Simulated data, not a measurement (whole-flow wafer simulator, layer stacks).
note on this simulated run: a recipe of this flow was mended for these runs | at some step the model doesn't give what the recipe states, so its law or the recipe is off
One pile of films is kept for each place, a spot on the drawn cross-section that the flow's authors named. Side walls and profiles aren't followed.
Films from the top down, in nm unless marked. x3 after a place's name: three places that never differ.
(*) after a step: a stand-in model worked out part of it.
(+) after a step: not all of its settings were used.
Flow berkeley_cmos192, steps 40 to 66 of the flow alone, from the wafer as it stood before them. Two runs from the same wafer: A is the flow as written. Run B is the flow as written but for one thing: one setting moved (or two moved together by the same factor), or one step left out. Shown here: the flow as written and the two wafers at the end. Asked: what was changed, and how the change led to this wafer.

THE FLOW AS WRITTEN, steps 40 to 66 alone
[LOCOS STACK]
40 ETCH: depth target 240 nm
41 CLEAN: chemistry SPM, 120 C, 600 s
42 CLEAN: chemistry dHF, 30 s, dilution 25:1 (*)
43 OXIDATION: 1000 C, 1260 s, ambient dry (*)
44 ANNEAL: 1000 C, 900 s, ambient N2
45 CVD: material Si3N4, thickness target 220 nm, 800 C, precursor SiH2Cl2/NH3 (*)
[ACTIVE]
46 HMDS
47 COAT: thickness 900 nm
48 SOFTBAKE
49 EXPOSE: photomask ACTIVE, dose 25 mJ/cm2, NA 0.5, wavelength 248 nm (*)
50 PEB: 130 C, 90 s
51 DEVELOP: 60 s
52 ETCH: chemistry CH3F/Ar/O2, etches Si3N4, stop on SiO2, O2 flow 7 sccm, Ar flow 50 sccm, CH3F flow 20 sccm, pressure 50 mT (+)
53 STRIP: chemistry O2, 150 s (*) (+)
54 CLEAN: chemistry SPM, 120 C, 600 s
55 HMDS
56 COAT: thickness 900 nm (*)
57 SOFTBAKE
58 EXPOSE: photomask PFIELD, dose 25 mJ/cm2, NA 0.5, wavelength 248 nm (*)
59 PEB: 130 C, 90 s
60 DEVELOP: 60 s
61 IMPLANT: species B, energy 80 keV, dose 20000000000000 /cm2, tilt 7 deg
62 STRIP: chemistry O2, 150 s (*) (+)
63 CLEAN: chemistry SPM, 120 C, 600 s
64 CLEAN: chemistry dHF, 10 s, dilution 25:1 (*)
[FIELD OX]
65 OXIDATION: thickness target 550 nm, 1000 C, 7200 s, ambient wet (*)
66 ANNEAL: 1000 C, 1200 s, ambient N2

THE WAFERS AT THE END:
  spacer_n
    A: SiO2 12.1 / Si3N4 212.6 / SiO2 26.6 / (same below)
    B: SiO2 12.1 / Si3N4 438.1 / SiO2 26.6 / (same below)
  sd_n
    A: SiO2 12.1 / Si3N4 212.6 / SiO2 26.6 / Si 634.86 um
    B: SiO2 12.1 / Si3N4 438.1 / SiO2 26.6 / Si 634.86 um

The cause: step 45, CVD: thickness target 445.5 nm was run, where the flow has thickness target 220 nm.

How the change led to this, step by step:
  45 CVD: material Si3N4, thickness target 220 nm, 800 C, precursor SiH2Cl2/NH3 (*)
      field, sd_n, spacer_n and 6 more: A Si3N4 +220 (new film) | B Si3N4 +445.5 (new film)
  52 ETCH: chemistry CH3F/Ar/O2, etches Si3N4, stop on SiO2, O2 flow 7 sccm, Ar flow 50 sccm, CH3F flow 20 sccm, pressure 50 mT (+)
      sd_n, spacer_n, gate, sd_p, spacer_p, gate_p, contact, m1: A KrF-resist -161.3 | B KrF-resist -311.7
      field: A Si3N4 -220 (all of it), SiO2 -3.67 | B Si3N4 -445.5 (all of it), SiO2 -3.67
  53 STRIP: chemistry O2, 150 s (*) (+)
      sd_n, spacer_n, gate, sd_p, spacer_p, gate_p, contact, m1: A KrF-resist -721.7 (all of it) | B KrF-resist -571.4 (all of it)
  56 COAT: thickness 900 nm (*)
      field: A KrF-resist +961.2 (new film) | B KrF-resist +1026.4 (new film)
      sd_n: A KrF-resist +785.2 (new film) | B KrF-resist +672.1 (new film)
      (and at 7 more places)
  60 DEVELOP: 60 s
      field: A KrF-resist -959 (all of it) | B KrF-resist -1024 (all of it)
  62 STRIP: chemistry O2, 150 s (*) (+)
      sd_n: A KrF-resist -768.5 (all of it) | B KrF-resist -655.7 (all of it)
      spacer_n: A KrF-resist -801.2 (all of it) | B KrF-resist -725.9 (all of it)
      (and at 6 more places)
  65 OXIDATION: thickness target 550 nm, 1000 C, 7200 s, ambient wet (*)
      sd_n, sd_p: A SiO2 +12.1 (new film), Si3N4 -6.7, SiO2 +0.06, Si -0.06 | B SiO2 +12.1 (new film), Si3N4 -6.7
      gate: A SiO2 +12.1 (new film), Si3N4 -6.7, SiO2 +0.05, Si -0.05 | B SiO2 +12.1 (new film), Si3N4 -6.7
